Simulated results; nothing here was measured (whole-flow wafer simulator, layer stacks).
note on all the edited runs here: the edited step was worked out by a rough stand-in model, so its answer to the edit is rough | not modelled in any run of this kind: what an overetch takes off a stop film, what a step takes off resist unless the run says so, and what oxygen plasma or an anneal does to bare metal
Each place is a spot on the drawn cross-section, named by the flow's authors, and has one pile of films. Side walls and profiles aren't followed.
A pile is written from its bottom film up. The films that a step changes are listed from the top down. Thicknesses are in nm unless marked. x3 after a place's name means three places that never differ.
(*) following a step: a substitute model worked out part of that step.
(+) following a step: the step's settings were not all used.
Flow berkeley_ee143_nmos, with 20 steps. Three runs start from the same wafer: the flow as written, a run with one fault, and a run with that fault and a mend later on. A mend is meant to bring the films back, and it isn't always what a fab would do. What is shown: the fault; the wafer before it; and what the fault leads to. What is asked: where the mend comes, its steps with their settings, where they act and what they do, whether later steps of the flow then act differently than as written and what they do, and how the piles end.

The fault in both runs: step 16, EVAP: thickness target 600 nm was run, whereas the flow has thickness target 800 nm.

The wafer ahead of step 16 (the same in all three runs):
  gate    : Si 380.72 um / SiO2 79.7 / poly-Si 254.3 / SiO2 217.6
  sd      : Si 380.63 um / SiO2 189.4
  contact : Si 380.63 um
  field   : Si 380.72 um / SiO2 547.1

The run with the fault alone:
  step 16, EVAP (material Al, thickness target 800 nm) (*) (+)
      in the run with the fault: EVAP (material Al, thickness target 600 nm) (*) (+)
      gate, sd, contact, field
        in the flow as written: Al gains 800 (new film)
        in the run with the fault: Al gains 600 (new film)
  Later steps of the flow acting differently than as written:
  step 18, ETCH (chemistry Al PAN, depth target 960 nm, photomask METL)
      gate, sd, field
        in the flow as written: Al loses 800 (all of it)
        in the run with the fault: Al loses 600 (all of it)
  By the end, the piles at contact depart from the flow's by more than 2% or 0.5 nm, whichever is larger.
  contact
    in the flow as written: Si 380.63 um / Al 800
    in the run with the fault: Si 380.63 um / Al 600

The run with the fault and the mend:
  The mend follows step 16.
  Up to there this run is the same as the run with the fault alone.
  step 16a, EVAP (material Al, thickness target 200 nm) (*) (+) (the flow's step 16 again, with other settings)
      gate, sd, contact, field
        Al gains 200
  Later steps of the flow that are run all act as written at every place that is followed.
  At every place that both follow, the piles at the end match the flow's.
